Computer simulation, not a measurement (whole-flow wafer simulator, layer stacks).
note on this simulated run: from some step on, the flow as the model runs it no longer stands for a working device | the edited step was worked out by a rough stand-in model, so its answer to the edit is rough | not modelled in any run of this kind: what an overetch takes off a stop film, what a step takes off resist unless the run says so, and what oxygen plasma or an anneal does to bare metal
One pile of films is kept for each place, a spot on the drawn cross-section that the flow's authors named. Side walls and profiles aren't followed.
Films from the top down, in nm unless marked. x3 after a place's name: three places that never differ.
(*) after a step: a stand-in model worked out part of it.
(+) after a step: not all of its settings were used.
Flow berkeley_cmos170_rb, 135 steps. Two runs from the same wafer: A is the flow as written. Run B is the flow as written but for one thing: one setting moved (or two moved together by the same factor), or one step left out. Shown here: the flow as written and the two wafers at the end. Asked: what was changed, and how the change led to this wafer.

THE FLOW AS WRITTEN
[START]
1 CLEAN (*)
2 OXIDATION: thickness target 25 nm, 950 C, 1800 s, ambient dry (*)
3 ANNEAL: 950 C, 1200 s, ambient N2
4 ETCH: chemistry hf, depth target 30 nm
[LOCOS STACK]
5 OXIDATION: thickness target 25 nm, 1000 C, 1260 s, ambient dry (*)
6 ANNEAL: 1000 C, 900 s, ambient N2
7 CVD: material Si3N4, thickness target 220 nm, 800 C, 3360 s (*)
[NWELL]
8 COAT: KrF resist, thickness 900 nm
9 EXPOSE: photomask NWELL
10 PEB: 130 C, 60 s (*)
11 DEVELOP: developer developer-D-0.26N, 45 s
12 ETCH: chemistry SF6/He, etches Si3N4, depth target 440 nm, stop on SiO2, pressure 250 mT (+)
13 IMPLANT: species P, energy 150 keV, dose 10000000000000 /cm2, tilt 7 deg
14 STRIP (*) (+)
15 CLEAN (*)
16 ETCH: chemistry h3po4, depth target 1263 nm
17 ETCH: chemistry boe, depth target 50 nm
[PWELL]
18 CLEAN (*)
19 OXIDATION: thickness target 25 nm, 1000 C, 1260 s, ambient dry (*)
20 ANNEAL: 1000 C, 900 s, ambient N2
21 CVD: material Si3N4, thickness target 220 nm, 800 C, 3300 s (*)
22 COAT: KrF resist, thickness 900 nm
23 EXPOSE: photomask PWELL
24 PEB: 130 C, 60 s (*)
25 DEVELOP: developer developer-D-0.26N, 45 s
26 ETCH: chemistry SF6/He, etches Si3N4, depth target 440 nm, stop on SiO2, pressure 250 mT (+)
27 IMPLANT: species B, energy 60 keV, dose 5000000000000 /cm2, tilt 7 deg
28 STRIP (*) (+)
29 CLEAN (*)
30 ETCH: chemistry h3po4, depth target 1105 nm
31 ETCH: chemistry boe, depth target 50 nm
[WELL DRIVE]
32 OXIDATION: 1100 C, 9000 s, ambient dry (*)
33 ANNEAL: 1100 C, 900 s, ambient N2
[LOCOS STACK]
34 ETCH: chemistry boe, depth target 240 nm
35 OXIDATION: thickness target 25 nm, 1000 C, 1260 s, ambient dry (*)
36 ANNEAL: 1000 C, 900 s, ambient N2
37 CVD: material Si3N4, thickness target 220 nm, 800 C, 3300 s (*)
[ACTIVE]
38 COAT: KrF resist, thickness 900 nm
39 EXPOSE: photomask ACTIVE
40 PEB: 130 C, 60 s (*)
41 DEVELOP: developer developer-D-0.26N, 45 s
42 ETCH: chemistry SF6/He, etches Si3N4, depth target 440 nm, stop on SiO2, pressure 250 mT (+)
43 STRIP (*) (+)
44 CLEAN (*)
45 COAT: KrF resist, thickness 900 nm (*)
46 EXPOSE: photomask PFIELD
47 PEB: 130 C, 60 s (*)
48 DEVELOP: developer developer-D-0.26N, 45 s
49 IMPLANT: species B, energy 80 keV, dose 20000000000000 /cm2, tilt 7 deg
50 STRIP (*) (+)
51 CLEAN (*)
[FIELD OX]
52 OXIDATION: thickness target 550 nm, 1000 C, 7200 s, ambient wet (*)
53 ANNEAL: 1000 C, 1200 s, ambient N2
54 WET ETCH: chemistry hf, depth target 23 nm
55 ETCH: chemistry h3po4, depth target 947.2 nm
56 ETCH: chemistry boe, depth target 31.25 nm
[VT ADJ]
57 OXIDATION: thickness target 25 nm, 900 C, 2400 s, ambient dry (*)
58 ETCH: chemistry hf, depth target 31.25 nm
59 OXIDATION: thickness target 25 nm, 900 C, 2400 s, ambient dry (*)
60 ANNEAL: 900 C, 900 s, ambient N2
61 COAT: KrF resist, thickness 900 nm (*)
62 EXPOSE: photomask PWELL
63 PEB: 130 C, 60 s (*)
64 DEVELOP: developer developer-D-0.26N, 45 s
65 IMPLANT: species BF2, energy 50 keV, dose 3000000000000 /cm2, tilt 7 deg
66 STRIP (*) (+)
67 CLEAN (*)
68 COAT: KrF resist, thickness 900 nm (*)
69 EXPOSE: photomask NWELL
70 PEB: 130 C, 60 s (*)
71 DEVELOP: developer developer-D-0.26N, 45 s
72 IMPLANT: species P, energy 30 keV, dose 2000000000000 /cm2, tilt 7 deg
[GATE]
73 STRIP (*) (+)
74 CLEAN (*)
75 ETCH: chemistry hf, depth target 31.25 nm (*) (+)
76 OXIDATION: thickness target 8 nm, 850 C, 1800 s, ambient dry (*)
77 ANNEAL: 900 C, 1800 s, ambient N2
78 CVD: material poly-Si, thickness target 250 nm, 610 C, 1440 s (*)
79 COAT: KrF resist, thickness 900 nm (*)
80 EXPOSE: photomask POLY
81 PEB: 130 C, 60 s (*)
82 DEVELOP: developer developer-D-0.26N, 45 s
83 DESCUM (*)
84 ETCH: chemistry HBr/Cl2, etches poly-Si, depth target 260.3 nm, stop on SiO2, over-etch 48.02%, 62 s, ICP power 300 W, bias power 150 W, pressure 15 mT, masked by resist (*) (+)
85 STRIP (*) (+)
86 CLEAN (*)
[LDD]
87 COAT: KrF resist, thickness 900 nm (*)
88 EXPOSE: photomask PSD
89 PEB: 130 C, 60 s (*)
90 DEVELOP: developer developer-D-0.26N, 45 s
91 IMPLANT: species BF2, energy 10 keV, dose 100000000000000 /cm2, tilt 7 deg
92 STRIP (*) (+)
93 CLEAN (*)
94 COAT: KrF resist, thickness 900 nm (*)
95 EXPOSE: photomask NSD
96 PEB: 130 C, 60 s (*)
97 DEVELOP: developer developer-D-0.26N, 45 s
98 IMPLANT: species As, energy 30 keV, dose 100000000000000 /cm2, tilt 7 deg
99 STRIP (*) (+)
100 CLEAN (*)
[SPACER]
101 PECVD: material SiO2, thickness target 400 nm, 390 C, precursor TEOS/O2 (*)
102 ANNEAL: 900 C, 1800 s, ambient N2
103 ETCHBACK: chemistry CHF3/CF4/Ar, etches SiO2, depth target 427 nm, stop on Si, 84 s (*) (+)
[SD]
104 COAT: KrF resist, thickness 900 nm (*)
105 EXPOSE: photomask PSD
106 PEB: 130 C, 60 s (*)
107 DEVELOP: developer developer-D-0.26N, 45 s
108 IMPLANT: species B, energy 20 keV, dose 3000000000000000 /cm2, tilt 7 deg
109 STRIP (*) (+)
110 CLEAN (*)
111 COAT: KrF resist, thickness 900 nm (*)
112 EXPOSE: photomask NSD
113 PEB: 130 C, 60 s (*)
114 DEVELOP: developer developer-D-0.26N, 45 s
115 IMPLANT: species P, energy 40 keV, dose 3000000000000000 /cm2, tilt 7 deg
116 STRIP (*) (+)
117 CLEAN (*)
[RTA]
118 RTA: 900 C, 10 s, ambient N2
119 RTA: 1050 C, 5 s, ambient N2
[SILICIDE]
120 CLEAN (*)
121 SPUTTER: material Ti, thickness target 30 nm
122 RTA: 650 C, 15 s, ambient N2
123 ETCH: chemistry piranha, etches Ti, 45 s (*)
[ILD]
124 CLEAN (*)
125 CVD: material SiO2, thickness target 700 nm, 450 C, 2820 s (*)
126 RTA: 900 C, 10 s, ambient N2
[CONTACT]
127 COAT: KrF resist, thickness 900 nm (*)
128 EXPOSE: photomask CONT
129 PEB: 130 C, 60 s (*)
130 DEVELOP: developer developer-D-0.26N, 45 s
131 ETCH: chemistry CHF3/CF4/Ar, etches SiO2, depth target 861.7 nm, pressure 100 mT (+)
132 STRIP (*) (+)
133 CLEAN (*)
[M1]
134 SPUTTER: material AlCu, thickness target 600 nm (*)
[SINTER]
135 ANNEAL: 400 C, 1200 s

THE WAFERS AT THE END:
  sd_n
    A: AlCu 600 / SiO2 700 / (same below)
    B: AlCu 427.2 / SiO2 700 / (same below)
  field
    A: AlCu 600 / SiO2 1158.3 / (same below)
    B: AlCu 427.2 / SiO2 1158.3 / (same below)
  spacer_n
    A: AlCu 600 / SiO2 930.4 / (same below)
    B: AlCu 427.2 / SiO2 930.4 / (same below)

The cause: step 134, SPUTTER: thickness target 427.2 nm was run, where the flow has thickness target 600 nm.
It can be read off the wafer: sd_n has AlCu 427.2, and step 134 as written asks for 600 nm.

How the change led to this, step by step:
  134 SPUTTER: material AlCu, thickness target 600 nm (*)
      field, sd_n, spacer_n, gate, spacer_p, gate_p, m1: A AlCu +600 (new film) | B AlCu +427.2 (new film)
      sd_p: A AlCu +545.9 (new film) | B AlCu +383.2 (new film)
      (and at 1 more place)
